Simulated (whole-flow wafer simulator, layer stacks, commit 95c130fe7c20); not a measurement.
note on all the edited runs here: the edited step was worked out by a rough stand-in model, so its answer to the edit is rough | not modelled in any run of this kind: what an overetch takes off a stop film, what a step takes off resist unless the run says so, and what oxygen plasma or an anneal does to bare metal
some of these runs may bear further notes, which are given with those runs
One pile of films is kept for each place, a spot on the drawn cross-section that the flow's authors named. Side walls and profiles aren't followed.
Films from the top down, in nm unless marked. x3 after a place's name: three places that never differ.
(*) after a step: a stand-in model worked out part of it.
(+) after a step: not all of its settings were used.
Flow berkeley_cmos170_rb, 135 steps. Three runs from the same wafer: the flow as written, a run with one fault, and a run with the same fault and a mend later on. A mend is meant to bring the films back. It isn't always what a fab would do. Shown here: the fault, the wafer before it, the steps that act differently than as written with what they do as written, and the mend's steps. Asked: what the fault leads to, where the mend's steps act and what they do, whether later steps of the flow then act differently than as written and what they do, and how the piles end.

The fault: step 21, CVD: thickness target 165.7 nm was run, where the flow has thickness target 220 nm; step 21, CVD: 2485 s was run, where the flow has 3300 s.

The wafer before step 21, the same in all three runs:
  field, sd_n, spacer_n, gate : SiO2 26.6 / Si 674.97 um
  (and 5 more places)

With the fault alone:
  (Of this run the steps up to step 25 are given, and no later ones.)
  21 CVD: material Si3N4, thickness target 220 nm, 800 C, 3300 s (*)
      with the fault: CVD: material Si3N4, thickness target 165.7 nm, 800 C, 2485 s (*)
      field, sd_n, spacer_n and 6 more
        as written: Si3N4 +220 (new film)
        with the fault: Si3N4 +165.7 (new film)
  No later step of the flow up to step 25 acts differently than as written at any place that is followed.
  After step 25 the piles differ from the flow's by more than 2% or 0.5 nm, whichever is larger, at field, sd_n, spacer_n and 6 more.
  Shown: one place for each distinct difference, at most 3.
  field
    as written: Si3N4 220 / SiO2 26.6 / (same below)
    with the fault: Si3N4 165.7 / SiO2 26.6 / (same below)
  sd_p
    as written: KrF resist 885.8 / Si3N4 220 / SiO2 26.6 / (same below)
    with the fault: KrF resist 885.8 / Si3N4 165.7 / SiO2 26.6 / (same below)

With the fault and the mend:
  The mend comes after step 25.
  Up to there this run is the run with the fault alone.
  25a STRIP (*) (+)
      sd_p, spacer_p, gate_p, m1
        KrF resist -885.8 (all of it)
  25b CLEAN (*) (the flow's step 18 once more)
      changes no film at any place that is followed
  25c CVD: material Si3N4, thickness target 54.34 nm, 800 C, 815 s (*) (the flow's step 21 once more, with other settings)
      field, sd_n, spacer_n and 6 more
        Si3N4 +54.3
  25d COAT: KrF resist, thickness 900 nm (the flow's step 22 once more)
      field, sd_n, spacer_n and 6 more
        KrF resist +900 (new film)
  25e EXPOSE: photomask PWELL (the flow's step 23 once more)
      changes no film at any place that is followed
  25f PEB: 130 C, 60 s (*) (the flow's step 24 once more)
      changes no film at any place that is followed
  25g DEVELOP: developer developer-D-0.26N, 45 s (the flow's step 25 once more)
      field, sd_n, spacer_n, gate, contact
        KrF resist -900 (all of it)
      sd_p, spacer_p, gate_p, m1
        KrF resist -14.2
  No later step of the flow acts differently than as written, at any place that is followed, by more than 2% or 0.5 nm, whichever is larger.
  At the end the piles are the same as the flow's at every place that both follow.
